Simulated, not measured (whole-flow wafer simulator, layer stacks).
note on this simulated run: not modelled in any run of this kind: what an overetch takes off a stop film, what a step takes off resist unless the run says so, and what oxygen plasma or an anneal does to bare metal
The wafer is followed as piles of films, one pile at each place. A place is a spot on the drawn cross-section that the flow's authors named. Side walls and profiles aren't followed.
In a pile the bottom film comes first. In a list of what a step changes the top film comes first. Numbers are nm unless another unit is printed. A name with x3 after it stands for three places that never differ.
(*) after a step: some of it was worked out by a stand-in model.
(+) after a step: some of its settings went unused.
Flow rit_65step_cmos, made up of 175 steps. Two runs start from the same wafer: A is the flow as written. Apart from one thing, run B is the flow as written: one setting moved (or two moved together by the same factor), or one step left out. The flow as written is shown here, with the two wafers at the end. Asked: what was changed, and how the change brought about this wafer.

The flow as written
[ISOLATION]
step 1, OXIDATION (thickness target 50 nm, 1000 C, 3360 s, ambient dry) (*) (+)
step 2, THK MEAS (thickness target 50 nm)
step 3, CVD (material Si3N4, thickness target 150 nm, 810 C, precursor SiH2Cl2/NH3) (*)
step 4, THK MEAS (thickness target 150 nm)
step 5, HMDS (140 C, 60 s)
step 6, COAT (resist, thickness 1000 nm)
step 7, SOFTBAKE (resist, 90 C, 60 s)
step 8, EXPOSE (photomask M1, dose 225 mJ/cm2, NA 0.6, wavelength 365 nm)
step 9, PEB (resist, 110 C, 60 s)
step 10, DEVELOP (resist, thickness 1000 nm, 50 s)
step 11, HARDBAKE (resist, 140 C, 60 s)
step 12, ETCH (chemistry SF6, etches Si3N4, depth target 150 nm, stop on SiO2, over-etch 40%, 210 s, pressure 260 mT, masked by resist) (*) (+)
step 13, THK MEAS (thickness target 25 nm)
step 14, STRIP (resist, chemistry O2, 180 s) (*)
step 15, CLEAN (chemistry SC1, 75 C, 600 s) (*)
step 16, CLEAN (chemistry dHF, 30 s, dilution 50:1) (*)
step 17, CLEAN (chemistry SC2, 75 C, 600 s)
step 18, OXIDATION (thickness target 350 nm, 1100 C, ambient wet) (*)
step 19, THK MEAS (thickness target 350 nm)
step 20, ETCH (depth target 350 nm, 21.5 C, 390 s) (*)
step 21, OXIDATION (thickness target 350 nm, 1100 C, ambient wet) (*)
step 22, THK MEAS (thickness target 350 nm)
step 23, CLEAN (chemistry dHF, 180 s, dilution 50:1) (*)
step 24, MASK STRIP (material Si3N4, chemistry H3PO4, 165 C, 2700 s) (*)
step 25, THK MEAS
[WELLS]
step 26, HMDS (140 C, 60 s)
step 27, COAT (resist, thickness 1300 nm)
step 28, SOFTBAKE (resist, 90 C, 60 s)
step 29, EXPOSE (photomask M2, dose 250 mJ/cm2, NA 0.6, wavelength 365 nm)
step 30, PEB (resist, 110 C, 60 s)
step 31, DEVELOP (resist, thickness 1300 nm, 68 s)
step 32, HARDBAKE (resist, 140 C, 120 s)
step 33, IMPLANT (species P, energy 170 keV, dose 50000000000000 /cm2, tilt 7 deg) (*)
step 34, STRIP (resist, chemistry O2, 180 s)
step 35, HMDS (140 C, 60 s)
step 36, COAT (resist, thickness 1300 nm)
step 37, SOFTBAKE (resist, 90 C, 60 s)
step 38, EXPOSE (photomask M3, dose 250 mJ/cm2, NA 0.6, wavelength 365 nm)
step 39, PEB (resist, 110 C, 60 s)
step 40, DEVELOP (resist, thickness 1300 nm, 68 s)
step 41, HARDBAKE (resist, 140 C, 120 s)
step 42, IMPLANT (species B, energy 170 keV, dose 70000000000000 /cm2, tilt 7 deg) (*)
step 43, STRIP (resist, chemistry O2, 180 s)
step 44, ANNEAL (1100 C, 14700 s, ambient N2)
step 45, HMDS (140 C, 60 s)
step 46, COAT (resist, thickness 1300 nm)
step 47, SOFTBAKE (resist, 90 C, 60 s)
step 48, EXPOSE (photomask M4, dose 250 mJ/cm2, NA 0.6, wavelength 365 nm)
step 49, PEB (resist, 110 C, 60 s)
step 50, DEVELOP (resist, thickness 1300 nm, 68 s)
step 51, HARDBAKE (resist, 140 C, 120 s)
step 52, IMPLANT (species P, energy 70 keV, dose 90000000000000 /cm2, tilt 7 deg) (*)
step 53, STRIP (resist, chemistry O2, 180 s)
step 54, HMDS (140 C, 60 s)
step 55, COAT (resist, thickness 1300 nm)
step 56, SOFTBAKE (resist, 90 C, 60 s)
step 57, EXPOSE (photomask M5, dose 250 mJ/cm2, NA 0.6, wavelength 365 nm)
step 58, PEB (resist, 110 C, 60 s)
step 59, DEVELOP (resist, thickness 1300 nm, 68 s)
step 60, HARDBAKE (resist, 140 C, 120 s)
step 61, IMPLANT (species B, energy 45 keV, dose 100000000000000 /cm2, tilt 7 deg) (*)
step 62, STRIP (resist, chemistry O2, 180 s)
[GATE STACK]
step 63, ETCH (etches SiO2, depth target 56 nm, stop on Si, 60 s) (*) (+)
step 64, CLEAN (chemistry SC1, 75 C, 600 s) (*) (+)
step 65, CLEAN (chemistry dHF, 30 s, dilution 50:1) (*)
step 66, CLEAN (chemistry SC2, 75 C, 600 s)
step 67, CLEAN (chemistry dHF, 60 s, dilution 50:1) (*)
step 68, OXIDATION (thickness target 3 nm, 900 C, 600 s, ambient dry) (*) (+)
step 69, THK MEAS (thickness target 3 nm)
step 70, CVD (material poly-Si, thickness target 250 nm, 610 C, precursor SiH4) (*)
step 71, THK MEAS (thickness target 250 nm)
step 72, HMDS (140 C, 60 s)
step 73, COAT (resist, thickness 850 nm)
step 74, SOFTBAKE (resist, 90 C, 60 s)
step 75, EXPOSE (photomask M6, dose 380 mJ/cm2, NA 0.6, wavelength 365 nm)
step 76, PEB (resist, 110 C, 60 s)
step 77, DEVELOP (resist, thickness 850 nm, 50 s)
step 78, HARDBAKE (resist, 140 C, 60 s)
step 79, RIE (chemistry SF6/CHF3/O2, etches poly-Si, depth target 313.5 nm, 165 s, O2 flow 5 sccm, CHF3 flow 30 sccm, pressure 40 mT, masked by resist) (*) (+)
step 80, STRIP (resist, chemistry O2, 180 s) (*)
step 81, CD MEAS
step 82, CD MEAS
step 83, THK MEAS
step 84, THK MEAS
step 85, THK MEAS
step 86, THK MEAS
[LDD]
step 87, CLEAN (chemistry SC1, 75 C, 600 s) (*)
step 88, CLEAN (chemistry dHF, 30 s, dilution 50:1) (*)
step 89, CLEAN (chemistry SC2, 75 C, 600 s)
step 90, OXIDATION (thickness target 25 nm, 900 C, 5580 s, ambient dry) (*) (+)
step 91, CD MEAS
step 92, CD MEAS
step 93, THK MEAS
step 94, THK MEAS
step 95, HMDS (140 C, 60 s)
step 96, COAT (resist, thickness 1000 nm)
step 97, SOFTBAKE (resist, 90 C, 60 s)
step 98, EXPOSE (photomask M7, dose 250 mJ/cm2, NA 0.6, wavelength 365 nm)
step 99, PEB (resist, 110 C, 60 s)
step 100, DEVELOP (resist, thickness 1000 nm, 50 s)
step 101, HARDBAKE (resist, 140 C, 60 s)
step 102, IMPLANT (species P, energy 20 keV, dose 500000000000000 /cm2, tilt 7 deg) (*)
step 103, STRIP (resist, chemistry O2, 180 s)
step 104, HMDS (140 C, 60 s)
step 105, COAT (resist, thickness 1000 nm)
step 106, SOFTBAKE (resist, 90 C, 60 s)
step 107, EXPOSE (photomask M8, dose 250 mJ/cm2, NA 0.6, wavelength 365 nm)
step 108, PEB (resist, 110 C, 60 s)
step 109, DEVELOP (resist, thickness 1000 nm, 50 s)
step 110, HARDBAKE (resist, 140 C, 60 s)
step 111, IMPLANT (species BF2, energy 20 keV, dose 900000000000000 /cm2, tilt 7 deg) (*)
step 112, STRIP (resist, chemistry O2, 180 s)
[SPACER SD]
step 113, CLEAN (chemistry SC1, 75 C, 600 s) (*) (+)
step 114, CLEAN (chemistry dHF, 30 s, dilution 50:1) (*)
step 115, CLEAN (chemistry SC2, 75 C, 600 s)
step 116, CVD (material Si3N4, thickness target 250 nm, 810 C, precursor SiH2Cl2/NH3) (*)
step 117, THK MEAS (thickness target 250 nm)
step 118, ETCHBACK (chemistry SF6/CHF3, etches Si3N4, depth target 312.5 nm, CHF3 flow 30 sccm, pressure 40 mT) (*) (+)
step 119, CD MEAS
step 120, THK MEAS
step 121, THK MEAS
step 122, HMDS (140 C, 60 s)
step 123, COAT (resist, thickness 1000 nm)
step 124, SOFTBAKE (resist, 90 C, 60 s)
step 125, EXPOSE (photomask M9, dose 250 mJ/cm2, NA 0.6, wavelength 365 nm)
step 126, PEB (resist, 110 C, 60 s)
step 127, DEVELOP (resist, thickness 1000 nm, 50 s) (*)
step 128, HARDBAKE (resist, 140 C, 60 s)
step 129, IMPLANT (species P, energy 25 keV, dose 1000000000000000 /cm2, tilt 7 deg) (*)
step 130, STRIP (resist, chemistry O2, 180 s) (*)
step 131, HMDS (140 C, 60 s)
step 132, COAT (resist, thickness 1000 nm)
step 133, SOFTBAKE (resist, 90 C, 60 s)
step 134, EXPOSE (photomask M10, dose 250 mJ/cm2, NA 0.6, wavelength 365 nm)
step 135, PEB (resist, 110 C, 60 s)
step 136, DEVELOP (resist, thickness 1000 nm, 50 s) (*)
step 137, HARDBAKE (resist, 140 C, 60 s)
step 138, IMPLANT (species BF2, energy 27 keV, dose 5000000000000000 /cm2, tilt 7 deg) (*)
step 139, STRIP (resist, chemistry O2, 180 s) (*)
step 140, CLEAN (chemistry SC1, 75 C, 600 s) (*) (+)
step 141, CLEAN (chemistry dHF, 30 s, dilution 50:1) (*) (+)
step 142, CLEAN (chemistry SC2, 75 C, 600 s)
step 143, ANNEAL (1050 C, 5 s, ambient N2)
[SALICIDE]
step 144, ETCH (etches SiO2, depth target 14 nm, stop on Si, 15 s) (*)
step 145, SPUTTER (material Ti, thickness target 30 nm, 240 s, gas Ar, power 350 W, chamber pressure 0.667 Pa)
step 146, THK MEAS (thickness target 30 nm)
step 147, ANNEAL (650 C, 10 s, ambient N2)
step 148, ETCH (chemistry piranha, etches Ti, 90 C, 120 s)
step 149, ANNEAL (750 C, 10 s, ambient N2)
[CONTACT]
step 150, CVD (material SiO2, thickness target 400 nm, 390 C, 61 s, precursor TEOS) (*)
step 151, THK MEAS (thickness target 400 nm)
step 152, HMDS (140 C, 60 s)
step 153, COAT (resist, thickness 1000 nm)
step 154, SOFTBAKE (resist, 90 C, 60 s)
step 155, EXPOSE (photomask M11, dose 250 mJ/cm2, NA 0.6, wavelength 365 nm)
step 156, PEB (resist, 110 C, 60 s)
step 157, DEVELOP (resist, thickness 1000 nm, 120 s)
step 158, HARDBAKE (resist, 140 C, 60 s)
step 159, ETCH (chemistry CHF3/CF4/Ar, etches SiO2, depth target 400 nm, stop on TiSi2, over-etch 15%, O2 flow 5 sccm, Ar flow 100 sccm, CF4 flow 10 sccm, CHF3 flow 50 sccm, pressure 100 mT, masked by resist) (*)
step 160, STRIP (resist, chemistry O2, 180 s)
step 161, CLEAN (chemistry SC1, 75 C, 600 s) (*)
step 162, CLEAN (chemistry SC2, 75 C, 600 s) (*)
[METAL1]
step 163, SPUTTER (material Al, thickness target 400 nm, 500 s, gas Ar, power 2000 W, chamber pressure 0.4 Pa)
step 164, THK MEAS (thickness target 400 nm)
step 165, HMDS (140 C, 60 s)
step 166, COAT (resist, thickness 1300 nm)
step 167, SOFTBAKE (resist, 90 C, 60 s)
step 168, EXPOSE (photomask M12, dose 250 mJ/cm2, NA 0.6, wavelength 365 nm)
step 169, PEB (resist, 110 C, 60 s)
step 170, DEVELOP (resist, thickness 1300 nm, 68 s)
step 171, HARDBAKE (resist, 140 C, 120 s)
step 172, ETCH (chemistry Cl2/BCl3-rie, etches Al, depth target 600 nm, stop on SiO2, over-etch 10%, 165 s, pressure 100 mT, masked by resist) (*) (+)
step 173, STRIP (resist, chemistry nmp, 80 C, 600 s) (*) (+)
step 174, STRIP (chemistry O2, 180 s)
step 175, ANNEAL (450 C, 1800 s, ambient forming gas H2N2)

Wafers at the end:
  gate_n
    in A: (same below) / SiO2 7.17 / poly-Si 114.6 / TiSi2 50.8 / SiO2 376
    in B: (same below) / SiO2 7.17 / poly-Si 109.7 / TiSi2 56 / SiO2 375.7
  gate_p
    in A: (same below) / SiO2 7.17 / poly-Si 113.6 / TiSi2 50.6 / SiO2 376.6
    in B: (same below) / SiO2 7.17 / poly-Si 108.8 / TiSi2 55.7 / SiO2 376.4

The reason: step 145, SPUTTER: thickness target 33 nm was run, while the flow as written has thickness target 30 nm.

Step by step, how the change led to this:
  step 145, SPUTTER (material Ti, thickness target 30 nm, 240 s, gas Ar, power 350 W, chamber pressure 0.667 Pa)
      field, field_pw, field_nw, field_p, spacer, spacer_p: A Ti gains 30 (new film) | B Ti gains 33 (new film)
      gate_n: A Ti gains 27.3 (new film) | B Ti gains 30 (new film)
      (and at 1 other place as well)
  step 147, ANNEAL (650 C, 10 s, ambient N2)
      gate_n: A Ti loses 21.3, TiSi first gains 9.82 (new film), TiSi2 C49 gains 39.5 (new film), poly-Si loses 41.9 | B Ti loses 23.4, TiSi first gains 15.7 (new film), TiSi2 C49 gains 36.2 (new film), poly-Si loses 42.9
      gate_p: A Ti loses 21.2, TiSi first gains 9.56 (new film), TiSi2 C49 gains 39.6 (new film), poly-Si loses 41.9 | B Ti loses 23.3, TiSi first gains 15.4 (new film), TiSi2 C49 gains 36.3 (new film), poly-Si loses 42.8
  step 148, ETCH (chemistry piranha, etches Ti, 90 C, 120 s)
      field, field_pw, field_nw, field_p, spacer, spacer_p: A Ti loses 30 (all of it) | B Ti loses 33 (all of it)
      gate_n: A Ti loses 6 (all of it), TiSi first loses 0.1 | B Ti loses 6.61 (all of it), TiSi first loses 0.1
      (and at 1 other place as well)
  step 149, ANNEAL (750 C, 10 s, ambient N2)
      gate_n: A TiSi2 gains 50.8 (new film), TiSi first loses 9.72 (all of it), TiSi2 C49 loses 39.5 (all of it), poly-Si loses 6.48 | B TiSi2 gains 56 (new film), TiSi first loses 15.6 (all of it), TiSi2 C49 loses 36.2 (all of it), poly-Si loses 10.4
      gate_p: A TiSi2 gains 50.6 (new film), TiSi first loses 9.46 (all of it), TiSi2 C49 loses 39.6 (all of it), poly-Si loses 6.31 | B TiSi2 gains 55.7 (new film), TiSi first loses 15.3 (all of it), TiSi2 C49 loses 36.3 (all of it), poly-Si loses 10.2
